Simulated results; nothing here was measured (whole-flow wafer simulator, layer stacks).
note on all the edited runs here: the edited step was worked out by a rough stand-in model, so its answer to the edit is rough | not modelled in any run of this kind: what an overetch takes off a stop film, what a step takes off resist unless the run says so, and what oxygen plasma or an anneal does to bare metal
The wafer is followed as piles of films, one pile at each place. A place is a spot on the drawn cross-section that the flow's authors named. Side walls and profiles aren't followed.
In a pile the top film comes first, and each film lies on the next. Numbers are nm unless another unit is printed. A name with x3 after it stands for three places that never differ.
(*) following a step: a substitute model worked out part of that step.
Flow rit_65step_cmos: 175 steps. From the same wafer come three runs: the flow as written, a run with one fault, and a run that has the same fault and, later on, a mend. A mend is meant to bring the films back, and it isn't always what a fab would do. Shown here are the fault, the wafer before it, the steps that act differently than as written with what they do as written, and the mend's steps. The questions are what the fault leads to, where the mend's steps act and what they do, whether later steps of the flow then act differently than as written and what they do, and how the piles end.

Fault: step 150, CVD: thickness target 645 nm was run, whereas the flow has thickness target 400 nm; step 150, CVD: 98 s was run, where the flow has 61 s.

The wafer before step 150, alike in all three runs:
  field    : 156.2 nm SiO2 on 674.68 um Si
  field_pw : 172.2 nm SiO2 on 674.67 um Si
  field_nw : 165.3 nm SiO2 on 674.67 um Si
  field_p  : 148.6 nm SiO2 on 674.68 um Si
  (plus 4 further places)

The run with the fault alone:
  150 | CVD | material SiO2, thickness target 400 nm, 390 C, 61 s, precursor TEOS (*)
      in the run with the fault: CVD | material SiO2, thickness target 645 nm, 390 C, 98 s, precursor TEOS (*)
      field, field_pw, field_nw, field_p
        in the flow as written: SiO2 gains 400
        in the run with the fault: SiO2 gains 645
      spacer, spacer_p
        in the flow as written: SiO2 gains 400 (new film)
        in the run with the fault: SiO2 gains 645 (new film)
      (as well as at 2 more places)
  None of the later steps of the flow differs from how it acts as written, at any place that is followed, by more than 2% or 0.5 nm, whichever is larger.
  By the end, the piles at field, field_pw, field_nw, field_p, gate_n, gate_p, spacer, spacer_p depart from the flow's by more than 2% or 0.5 nm, whichever is larger.
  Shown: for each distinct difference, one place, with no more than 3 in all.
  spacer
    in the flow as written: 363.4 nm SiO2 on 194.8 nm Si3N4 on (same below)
    in the run with the fault: 608.4 nm SiO2 on 194.8 nm Si3N4 on (same below)
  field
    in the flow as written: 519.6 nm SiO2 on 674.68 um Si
    in the run with the fault: 764.6 nm SiO2 on 674.68 um Si
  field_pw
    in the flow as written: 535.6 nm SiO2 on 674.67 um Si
    in the run with the fault: 780.6 nm SiO2 on 674.67 um Si

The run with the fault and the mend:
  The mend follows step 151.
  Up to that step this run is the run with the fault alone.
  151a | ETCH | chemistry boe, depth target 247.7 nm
      field, field_pw, field_nw, field_p, gate_n, gate_p, spacer, spacer_p
        SiO2 loses 247.7
  None of the later steps of the flow differs from how it acts as written, at any place that is followed, by more than 2% or 0.5 nm, whichever is larger.
  The piles end only slightly different from the flow's at the places that both follow, by no more than 2% or 0.5 nm, whichever is larger.
